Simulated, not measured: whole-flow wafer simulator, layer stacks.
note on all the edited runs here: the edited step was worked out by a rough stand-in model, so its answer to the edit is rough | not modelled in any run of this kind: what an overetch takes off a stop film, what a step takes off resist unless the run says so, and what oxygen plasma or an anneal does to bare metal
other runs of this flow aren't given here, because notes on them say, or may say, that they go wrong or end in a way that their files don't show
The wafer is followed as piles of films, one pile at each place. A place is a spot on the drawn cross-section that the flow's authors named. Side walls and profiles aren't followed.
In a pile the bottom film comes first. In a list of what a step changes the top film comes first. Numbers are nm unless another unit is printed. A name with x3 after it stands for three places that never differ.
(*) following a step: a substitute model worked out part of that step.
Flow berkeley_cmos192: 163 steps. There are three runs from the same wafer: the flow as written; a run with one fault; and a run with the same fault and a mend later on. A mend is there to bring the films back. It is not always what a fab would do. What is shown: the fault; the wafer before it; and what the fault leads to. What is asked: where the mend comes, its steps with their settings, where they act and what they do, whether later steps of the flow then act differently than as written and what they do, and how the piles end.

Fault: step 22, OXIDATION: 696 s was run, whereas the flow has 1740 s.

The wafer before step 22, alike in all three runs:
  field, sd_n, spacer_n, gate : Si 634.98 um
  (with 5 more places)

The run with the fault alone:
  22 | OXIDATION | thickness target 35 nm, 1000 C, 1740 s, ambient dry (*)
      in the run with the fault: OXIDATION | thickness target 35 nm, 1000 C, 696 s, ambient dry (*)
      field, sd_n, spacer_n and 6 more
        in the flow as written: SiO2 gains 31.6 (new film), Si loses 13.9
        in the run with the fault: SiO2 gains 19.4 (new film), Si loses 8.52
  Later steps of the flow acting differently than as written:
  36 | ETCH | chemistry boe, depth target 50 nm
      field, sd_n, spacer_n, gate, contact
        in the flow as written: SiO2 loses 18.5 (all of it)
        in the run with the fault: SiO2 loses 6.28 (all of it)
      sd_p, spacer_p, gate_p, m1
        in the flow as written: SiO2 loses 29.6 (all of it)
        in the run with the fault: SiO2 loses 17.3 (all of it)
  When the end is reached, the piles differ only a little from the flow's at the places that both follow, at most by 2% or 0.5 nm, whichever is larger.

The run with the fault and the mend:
  After step 22 comes the mend.
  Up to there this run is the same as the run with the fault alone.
  22a | OXIDATION | thickness target 35 nm, 1000 C, 1044 s, ambient dry (*) (the flow's step 22 again, with other settings)
      field, sd_n, spacer_n and 6 more
        SiO2 gains 12.3, Si loses 5.4
  Later steps of the flow that are run all act as written at every place that is followed.
  The piles end the same as the flow's at every place that both follow.
